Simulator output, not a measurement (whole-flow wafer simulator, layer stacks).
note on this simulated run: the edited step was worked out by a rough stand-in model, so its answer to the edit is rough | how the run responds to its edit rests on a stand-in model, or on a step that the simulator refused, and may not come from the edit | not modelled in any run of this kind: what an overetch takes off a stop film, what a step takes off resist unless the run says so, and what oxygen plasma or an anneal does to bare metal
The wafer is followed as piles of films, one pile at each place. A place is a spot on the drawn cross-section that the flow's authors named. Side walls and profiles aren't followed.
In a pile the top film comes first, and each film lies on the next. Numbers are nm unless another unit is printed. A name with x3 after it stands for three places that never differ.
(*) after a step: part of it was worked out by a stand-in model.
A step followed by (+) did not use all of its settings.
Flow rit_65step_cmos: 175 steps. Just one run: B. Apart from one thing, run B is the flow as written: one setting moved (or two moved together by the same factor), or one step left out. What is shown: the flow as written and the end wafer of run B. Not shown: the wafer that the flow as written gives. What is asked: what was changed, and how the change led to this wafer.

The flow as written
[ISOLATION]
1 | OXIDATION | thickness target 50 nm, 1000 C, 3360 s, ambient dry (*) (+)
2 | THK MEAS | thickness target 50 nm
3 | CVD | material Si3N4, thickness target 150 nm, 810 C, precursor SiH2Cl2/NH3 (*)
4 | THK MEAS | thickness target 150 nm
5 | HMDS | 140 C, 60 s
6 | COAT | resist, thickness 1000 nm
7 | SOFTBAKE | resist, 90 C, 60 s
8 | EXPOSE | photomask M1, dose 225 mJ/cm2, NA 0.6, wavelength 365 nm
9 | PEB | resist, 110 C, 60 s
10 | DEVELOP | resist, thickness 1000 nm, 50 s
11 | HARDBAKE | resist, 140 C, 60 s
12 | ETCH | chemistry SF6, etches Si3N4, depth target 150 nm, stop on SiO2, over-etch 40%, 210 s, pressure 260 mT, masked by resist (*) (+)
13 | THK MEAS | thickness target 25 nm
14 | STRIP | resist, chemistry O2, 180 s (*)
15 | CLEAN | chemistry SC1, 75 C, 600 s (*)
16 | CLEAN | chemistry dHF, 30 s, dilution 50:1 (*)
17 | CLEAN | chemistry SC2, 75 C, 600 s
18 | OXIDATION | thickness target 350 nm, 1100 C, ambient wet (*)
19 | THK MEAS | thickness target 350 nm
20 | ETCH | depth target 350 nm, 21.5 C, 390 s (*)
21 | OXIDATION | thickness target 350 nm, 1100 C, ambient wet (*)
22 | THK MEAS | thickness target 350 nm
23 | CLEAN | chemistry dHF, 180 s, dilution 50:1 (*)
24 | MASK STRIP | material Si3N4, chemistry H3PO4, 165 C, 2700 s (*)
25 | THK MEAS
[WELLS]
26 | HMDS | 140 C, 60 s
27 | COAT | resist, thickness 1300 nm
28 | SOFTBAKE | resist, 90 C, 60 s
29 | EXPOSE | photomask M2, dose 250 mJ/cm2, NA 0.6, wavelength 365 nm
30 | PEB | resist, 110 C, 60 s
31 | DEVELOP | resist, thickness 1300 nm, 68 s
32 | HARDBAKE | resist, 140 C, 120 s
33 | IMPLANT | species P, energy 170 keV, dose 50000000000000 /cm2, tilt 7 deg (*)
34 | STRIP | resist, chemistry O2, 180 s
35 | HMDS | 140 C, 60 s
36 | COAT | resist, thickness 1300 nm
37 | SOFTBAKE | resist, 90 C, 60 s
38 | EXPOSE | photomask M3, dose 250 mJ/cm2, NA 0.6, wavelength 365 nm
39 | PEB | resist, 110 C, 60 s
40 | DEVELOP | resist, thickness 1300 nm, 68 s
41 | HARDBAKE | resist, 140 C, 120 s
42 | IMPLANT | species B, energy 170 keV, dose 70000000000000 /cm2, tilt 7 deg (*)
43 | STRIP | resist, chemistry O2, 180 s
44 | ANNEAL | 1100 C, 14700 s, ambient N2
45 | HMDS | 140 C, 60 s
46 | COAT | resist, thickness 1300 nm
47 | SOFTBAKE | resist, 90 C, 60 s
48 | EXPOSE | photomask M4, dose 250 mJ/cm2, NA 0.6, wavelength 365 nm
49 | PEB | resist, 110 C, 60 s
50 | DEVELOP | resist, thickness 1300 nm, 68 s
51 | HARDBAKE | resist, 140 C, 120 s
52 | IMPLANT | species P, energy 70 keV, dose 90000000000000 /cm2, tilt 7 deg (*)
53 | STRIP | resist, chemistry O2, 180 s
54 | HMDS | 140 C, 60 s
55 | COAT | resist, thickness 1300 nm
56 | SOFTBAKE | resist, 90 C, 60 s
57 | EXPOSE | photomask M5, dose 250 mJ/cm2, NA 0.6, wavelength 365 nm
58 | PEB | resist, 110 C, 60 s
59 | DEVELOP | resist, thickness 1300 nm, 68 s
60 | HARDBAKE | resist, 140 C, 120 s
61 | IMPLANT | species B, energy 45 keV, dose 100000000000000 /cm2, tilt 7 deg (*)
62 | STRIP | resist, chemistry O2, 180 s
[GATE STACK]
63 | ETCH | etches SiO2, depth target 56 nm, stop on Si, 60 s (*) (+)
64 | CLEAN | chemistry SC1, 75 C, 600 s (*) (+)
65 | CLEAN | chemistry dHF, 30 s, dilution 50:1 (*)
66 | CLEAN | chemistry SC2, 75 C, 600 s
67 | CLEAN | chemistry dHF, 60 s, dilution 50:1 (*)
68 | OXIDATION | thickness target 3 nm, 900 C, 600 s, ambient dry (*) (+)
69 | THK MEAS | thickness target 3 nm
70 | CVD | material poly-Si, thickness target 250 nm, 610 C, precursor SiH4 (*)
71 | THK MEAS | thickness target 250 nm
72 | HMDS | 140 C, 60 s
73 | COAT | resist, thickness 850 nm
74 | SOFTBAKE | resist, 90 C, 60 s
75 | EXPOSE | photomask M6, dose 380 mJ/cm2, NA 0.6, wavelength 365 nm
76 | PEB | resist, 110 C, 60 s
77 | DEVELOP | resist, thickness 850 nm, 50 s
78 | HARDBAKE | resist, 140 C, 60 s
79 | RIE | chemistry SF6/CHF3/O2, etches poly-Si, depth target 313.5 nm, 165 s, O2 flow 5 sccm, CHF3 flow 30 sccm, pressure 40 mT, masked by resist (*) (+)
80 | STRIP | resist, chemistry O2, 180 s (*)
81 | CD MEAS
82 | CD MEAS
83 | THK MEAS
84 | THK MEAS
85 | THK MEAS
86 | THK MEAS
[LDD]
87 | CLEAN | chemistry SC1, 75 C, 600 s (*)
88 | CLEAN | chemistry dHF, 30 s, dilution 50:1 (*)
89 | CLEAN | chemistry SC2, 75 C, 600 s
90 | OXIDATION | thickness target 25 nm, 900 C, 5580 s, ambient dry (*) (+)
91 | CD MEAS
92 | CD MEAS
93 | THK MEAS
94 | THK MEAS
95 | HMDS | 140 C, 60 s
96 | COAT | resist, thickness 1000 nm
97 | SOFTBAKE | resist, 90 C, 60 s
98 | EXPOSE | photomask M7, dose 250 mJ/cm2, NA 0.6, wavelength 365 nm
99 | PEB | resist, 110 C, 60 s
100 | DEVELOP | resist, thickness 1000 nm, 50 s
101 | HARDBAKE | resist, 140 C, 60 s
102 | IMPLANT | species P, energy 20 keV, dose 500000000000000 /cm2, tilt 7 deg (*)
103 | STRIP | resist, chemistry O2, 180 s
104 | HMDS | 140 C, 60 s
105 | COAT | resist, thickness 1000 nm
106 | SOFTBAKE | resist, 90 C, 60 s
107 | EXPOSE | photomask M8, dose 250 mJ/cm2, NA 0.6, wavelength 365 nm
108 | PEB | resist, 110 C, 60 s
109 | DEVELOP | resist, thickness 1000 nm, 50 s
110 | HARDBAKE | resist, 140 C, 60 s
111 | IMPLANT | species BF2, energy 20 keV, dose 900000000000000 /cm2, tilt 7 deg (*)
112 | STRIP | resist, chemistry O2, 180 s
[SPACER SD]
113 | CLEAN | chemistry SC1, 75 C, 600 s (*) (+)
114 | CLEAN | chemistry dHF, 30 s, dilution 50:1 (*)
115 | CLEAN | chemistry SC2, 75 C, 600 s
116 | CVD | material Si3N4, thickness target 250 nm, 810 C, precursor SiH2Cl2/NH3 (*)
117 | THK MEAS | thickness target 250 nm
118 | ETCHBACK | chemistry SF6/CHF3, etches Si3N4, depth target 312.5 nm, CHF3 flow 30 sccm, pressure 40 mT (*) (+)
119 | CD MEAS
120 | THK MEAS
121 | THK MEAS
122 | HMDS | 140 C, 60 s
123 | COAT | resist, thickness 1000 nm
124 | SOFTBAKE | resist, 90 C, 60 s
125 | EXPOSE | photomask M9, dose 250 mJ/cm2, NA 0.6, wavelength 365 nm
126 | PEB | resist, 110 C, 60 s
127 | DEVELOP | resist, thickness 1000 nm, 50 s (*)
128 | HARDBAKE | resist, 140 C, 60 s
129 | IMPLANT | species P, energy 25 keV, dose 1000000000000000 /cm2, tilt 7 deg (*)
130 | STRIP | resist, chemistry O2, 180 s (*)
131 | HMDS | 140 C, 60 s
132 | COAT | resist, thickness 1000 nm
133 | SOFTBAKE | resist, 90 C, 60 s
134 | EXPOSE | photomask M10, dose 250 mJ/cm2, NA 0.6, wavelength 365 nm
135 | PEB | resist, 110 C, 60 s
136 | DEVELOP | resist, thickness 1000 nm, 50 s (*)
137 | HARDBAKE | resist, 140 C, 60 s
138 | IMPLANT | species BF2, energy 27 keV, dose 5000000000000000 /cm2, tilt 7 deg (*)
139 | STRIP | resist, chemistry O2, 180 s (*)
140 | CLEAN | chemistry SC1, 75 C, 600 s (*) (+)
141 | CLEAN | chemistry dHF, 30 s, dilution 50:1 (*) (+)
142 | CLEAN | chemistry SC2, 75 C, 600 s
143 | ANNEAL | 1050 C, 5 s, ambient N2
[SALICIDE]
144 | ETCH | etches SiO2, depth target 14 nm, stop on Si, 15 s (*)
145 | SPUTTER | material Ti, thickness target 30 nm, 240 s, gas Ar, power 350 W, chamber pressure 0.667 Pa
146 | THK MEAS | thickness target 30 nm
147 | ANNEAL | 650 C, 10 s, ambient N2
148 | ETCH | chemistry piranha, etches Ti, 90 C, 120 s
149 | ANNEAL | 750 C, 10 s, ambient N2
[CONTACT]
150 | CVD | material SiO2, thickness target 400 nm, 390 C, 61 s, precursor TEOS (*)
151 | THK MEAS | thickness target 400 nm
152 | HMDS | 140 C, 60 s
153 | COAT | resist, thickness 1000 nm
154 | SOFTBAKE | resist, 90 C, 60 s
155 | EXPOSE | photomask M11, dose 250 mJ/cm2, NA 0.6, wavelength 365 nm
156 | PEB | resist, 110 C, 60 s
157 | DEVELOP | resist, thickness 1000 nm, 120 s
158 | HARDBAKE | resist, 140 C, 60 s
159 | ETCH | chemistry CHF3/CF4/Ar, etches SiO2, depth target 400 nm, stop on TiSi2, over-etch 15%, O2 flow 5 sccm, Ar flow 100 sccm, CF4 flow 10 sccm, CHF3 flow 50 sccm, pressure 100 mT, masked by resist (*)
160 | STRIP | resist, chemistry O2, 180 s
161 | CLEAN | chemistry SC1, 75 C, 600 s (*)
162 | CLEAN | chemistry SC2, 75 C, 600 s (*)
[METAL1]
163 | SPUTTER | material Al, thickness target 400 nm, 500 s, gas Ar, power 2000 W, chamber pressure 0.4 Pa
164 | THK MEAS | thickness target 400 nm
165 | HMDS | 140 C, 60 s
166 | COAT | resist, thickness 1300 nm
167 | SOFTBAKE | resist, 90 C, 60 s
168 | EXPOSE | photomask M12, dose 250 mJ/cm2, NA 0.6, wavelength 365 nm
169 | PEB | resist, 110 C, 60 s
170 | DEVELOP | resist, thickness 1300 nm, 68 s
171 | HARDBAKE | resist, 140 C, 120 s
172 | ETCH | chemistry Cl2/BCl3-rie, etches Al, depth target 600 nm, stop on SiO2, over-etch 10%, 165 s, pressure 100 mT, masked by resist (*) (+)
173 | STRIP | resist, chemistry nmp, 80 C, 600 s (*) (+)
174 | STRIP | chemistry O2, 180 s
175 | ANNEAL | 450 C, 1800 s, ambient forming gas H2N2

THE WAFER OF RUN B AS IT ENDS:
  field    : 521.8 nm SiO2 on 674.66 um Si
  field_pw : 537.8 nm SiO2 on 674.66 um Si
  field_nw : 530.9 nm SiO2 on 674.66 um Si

Cause: step 1, OXIDATION: 1150 C was run, though the flow has 1000 C.

Step by step, how the change led to this:
  1 | OXIDATION | thickness target 50 nm, 1000 C, 3360 s, ambient dry (*) (+)
      field, field_pw, field_nw and 11 more: SiO2 gains 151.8 (new film), Si loses 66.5 (in the flow as written it would be: SiO2 gains 51.1 (new film), Si loses 22.2)
  18 | OXIDATION | thickness target 350 nm, 1100 C, ambient wet (*)
      field, field_p: SiO2 gains 267.2, Si loses 117.6 (in the flow as written it would be: SiO2 gains 328.1, Si loses 144.1)
      field_pw, field_nw: SiO2 gains 267.2, Si loses 117.6 (in the flow as written it would be: SiO2 gains 332.2, Si loses 146.2)
  20 | ETCH | depth target 350 nm, 21.5 C, 390 s (*)
      field, field_p: SiO2 loses 380.9 (in the flow as written it would be: SiO2 loses 351.3 (all of it), Si loses 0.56)
      field_pw, field_nw: SiO2 loses 380.9 (in the flow as written it would be: SiO2 loses 355.4 (all of it), Si loses 0.49)
  21 | OXIDATION | thickness target 350 nm, 1100 C, ambient wet (*)
      field, field_pw, field_nw, field_p: SiO2 gains 342, Si loses 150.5 (in the flow as written it would be: SiO2 gains 350 (new film), Si loses 154)
  27 | COAT | resist, thickness 1300 nm
      field_pw, field_nw: resist gains 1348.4 (new film) (in the flow as written it would be: resist gains 1313 (new film))
      field: resist gains 1365.6 (new film) (in the flow as written it would be: resist gains 1315.7 (new film))
      (and at 1 other place as well)
  30 | PEB | resist, 110 C, 60 s
      field, field_p: resist loses 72 (in the flow as written it would be: resist loses 69.2)
      field_pw, field_nw: resist loses 70.9 (in the flow as written it would be: resist loses 69.1)
  31 | DEVELOP | resist, thickness 1300 nm, 68 s
      field_nw: resist loses 1277.5 (all of it) (in the flow as written it would be: resist loses 1243.9 (all of it))
      field_p: resist loses 1293.4 (all of it) (in the flow as written it would be: resist loses 1246.4 (all of it))
  32 | HARDBAKE | resist, 140 C, 120 s
      field: resist loses 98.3 (in the flow as written it would be: resist loses 94)
      field_pw: resist loses 96.3 (in the flow as written it would be: resist loses 93.8)
  34 | STRIP | resist, chemistry O2, 180 s
      field: resist loses 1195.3 (all of it) (in the flow as written it would be: resist loses 1152.5 (all of it))
      field_pw: resist loses 1181.2 (all of it) (in the flow as written it would be: resist loses 1150.2 (all of it))
  36 | COAT | resist, thickness 1300 nm
      field_pw, field_nw: resist gains 1348.4 (new film) (in the flow as written it would be: resist gains 1313 (new film))
      field: resist gains 1365.6 (new film) (in the flow as written it would be: resist gains 1315.7 (new film))
      (and at 1 other place as well)
  39 | PEB | resist, 110 C, 60 s
      field, field_p: resist loses 72 (in the flow as written it would be: resist loses 69.2)
      field_pw, field_nw: resist loses 70.9 (in the flow as written it would be: resist loses 69.1)
  40 | DEVELOP | resist, thickness 1300 nm, 68 s
      field: resist loses 1293.6 (all of it) (in the flow as written it would be: resist loses 1246.5 (all of it))
      field_pw: resist loses 1277.5 (all of it) (in the flow as written it would be: resist loses 1243.9 (all of it))
  41 | HARDBAKE | resist, 140 C, 120 s
      field_nw: resist loses 96.3 (in the flow as written it would be: resist loses 93.8)
      field_p: resist loses 98.3 (in the flow as written it would be: resist loses 94)
  43 | STRIP | resist, chemistry O2, 180 s
      field_nw: resist loses 1181.2 (all of it) (in the flow as written it would be: resist loses 1150.2 (all of it))
      field_p: resist loses 1195.1 (all of it) (in the flow as written it would be: resist loses 1152.5 (all of it))
  46 | COAT | resist, thickness 1300 nm
      field_pw, field_nw: resist gains 1348.4 (new film) (in the flow as written it would be: resist gains 1313 (new film))
      field: resist gains 1365.6 (new film) (in the flow as written it would be: resist gains 1315.7 (new film))
      (and at 1 other place as well)
  49 | PEB | resist, 110 C, 60 s
      field, field_p: resist loses 72 (in the flow as written it would be: resist loses 69.2)
      field_pw, field_nw: resist loses 70.9 (in the flow as written it would be: resist loses 69.1)
  ... 48 other steps ...
  170 | DEVELOP | resist, thickness 1300 nm, 68 s
      gate_n: resist loses 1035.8 (all of it) (in the flow as written it would be: resist loses 1072.6 (all of it))
      gate_p: resist loses 1044 (all of it) (in the flow as written it would be: resist loses 1076.3 (all of it))
      (and at 2 other places as well)
